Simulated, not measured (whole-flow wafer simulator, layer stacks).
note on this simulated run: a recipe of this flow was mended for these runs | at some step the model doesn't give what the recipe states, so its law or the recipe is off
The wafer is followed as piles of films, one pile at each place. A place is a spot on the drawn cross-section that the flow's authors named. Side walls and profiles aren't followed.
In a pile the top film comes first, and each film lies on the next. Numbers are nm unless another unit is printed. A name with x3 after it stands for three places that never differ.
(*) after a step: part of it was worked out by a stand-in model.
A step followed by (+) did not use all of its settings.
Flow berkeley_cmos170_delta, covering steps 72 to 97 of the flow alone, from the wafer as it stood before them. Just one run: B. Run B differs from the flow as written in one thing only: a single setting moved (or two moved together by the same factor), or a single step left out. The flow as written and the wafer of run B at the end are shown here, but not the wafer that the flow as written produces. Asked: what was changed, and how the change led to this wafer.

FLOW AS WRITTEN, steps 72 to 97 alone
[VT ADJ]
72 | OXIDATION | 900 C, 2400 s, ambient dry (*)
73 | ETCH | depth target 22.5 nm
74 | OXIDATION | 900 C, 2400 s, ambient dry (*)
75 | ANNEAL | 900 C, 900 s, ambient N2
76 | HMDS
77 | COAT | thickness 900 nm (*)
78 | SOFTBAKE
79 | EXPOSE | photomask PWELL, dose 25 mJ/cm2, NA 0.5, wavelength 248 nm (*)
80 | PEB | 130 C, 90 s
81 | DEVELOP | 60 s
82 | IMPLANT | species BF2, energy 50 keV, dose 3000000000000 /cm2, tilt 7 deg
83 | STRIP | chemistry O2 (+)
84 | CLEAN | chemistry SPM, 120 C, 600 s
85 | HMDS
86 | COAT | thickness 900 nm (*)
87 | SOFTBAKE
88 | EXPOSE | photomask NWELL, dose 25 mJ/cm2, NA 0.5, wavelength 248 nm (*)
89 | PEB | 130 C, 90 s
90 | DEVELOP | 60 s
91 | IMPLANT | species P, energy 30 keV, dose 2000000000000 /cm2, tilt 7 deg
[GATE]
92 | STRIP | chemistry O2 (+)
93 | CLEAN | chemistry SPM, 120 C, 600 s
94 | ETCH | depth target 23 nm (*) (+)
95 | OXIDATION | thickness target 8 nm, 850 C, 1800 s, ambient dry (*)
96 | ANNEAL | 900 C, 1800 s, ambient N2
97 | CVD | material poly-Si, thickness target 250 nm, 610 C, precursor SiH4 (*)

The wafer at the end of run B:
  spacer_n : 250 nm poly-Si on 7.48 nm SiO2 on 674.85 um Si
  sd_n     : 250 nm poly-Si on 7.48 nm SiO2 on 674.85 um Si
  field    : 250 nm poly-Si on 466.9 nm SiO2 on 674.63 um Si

Cause: step 73, ETCH: depth target 4.5 nm was run, whereas the flow has depth target 22.5 nm.

How this came from the change, step by step:
  73 | ETCH | depth target 22.5 nm
      sd_n, spacer_n, gate, sd_p, spacer_p, gate_p, contact, m1: -4.5 SiO2 (it would be, as written: -14.9 SiO2 (all of it))
      field: -4.5 SiO2 (it would be, as written: -22.5 SiO2)
  74 | OXIDATION | 900 C, 2400 s, ambient dry (*)
      sd_n, spacer_n, gate, sd_p, spacer_p, gate_p, contact, m1: +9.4 SiO2, -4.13 Si (it would be, as written: +14.9 SiO2 (new film), -6.57 Si)
  94 | ETCH | depth target 23 nm (*) (+)
      sd_n, spacer_n, gate, sd_p, spacer_p, gate_p, contact, m1: -19.8 SiO2 (all of it) (it would be, as written: -14.9 SiO2 (all of it))
